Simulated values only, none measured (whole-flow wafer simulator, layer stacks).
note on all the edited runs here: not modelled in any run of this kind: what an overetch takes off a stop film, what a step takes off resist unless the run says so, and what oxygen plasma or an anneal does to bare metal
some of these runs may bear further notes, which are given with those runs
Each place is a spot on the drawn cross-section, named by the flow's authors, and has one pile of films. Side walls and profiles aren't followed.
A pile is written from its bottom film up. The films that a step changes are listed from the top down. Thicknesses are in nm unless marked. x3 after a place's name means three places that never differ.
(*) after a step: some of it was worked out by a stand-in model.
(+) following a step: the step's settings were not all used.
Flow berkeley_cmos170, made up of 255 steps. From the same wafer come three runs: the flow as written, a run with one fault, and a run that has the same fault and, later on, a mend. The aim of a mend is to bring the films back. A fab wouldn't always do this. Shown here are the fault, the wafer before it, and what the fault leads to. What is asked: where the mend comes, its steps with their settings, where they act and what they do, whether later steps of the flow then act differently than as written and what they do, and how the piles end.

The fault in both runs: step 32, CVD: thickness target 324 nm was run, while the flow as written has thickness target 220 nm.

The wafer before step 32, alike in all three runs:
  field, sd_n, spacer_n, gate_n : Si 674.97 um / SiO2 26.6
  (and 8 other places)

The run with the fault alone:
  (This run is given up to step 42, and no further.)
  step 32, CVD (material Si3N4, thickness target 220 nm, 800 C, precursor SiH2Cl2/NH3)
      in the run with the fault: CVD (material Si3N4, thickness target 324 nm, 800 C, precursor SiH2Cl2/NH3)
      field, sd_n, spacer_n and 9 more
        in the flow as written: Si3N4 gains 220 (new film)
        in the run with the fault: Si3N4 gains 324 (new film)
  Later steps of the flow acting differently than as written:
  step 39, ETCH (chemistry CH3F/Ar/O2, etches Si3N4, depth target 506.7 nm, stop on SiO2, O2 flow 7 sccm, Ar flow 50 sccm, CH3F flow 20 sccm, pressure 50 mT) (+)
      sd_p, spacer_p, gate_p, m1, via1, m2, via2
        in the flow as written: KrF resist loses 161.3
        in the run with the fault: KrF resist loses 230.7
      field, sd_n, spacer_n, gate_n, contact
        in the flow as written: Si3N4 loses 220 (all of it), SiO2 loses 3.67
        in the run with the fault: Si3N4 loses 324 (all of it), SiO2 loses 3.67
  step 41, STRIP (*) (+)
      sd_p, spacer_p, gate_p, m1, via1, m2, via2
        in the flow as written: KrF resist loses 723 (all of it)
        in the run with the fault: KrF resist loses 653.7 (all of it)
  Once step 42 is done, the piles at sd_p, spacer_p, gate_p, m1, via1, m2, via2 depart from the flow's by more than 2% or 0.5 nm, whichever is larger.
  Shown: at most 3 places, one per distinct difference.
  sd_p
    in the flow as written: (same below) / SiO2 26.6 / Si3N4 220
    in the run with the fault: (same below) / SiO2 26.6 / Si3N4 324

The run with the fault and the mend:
  The mend follows step 32.
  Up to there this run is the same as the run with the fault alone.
  step 32a, ETCH (chemistry h3po4, depth target 372.6 nm)
      field, sd_n, spacer_n and 9 more
        Si3N4 loses 324 (all of it)
  step 32b, CLEAN (chemistry SPM) (the flow's step 25, run once more)
      does not change any film at any place that is followed
  step 32c, CVD (material Si3N4, thickness target 220 nm, 800 C, precursor SiH2Cl2/NH3) (the flow's step 32, run once more)
      field, sd_n, spacer_n and 9 more
        Si3N4 gains 220 (new film)
  Later steps of the flow that are run all act as written at every place that is followed.
  By the end, the piles equal the flow's at every place that both follow.
